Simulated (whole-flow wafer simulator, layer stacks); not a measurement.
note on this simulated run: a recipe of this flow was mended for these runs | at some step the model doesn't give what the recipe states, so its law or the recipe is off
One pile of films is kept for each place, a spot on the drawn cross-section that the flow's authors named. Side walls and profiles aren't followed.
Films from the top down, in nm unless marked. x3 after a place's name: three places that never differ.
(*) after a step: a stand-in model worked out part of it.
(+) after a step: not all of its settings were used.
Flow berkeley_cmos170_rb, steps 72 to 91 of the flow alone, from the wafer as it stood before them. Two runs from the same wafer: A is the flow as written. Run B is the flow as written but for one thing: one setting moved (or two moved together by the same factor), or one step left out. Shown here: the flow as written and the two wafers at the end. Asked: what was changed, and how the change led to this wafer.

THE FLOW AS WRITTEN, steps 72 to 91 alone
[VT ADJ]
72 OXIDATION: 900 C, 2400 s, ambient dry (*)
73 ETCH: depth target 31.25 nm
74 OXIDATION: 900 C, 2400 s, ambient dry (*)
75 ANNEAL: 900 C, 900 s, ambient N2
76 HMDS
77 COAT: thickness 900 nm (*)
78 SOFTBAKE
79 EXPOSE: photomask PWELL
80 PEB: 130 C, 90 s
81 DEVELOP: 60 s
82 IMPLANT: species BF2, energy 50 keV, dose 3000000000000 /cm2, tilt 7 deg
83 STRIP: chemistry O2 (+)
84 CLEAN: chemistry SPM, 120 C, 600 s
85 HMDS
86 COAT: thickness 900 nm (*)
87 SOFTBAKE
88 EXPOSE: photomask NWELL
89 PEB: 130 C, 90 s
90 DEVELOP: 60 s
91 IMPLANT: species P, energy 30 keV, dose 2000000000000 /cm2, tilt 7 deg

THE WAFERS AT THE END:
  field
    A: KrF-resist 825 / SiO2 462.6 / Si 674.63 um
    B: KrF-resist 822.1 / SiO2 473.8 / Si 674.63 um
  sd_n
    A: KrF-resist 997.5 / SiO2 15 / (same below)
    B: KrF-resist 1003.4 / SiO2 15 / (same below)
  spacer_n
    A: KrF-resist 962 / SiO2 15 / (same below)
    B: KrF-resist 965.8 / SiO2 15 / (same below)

The cause: step 73, ETCH: depth target 20 nm was run, where the flow has depth target 31.25 nm.

How the change led to this, step by step:
  73 ETCH: depth target 31.25 nm
      field: A SiO2 -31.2 | B SiO2 -20
